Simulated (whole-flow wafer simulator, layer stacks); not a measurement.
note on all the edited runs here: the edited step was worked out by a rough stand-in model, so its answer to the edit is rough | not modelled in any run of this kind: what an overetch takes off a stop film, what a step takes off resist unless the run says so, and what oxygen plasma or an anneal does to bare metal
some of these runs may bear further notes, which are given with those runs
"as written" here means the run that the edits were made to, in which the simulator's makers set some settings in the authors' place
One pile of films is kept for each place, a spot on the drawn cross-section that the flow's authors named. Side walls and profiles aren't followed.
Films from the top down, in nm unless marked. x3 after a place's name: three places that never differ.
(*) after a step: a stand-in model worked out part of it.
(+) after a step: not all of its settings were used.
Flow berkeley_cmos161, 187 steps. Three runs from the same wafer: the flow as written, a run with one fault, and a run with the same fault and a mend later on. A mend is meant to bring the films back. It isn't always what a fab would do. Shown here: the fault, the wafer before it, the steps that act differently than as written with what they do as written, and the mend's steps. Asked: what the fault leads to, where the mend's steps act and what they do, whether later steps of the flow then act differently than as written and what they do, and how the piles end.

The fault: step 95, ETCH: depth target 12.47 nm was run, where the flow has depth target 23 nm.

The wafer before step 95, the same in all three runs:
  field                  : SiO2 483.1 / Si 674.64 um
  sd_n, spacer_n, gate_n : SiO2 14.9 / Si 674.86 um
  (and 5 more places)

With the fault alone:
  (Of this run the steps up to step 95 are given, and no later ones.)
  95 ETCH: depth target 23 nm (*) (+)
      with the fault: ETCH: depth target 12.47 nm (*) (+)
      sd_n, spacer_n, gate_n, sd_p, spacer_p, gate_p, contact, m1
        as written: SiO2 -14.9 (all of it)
        with the fault: SiO2 -12.5
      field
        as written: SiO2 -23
        with the fault: SiO2 -12.5
  After step 95 the piles differ from the flow's by more than 2% or 0.5 nm, whichever is larger, at field, sd_n, spacer_n and 6 more.
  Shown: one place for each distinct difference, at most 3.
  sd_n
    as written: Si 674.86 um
    with the fault: SiO2 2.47 / Si 674.86 um
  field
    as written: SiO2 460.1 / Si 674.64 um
    with the fault: SiO2 470.7 / Si 674.64 um

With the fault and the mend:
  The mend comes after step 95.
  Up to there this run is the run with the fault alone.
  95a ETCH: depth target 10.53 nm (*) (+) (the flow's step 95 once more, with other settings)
      sd_n, spacer_n, gate_n, sd_p, spacer_p, gate_p, contact, m1
        SiO2 -2.47 (all of it)
      field
        SiO2 -10.5
  No later step of the flow acts differently than as written at any place that is followed.
  At the end the piles are the same as the flow's at every place that both follow.
